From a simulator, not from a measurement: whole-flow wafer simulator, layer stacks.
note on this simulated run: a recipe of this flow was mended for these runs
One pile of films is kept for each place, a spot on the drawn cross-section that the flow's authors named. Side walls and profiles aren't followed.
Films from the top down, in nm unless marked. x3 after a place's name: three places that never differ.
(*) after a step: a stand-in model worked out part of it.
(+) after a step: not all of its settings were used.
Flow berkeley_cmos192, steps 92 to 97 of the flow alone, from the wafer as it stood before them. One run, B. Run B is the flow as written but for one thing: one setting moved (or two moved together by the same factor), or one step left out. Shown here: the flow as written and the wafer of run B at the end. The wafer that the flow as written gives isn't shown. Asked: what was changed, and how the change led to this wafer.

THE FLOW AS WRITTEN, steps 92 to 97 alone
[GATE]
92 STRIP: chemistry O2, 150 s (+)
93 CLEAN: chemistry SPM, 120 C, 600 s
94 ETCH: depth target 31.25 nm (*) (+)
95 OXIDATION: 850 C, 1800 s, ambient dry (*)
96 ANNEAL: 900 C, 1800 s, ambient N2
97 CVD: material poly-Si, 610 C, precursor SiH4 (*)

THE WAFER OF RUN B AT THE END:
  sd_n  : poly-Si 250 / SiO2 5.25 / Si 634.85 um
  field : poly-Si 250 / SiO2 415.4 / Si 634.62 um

The cause: step 95, OXIDATION: 815 C was run, where the flow has 850 C.

How the change led to this, step by step:
  95 OXIDATION: 850 C, 1800 s, ambient dry (*)
      sd_n, spacer_n, gate, sd_p, spacer_p x2, contact, m1: SiO2 +5.25 (new film), Si -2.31 (as written it would be: SiO2 +7.48 (new film), Si -3.29)
